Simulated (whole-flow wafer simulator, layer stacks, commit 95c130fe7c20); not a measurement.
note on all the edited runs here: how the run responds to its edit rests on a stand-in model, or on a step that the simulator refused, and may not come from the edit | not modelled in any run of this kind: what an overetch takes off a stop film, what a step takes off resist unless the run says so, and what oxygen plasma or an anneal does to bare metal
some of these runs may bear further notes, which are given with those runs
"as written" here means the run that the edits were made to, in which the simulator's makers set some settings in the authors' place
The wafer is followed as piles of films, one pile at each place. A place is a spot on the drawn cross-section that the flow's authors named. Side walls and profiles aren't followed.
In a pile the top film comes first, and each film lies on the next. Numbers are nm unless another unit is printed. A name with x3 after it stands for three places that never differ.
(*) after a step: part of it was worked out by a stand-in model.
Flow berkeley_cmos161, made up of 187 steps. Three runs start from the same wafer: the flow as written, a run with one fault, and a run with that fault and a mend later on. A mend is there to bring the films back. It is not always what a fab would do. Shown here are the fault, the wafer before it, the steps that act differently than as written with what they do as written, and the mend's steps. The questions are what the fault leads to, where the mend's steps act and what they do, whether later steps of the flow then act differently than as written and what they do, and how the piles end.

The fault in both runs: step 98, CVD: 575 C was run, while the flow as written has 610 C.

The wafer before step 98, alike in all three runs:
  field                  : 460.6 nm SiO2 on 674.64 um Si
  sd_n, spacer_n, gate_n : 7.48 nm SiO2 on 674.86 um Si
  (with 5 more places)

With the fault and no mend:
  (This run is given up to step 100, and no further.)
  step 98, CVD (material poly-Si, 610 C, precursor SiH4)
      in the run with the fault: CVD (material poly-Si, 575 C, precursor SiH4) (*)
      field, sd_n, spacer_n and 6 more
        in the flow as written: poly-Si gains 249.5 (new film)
        in the run with the fault: poly-Si gains 116.7 (new film)
  None of the later steps of the flow up to step 100 acts differently than as written at any place that is followed.
  After step 100, at field, sd_n, spacer_n and 6 more, the piles differ from the flow's by more than 2% or 0.5 nm, whichever is larger.
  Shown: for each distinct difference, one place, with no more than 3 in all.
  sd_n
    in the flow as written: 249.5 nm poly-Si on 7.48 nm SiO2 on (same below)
    in the run with the fault: 116.7 nm poly-Si on 7.48 nm SiO2 on (same below)
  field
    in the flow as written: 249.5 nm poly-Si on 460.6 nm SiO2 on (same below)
    in the run with the fault: 116.7 nm poly-Si on 460.6 nm SiO2 on (same below)

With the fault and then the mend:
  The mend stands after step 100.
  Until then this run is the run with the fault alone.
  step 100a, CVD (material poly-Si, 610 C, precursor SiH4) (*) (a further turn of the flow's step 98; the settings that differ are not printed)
      field, sd_n, spacer_n and 6 more
        poly-Si gains 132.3
  None of the later steps of the flow differs from how it acts as written, at any place that is followed, by more than 2% or 0.5 nm, whichever is larger.
  The piles end only slightly different from the flow's at the places that both follow, by no more than 2% or 0.5 nm, whichever is larger.
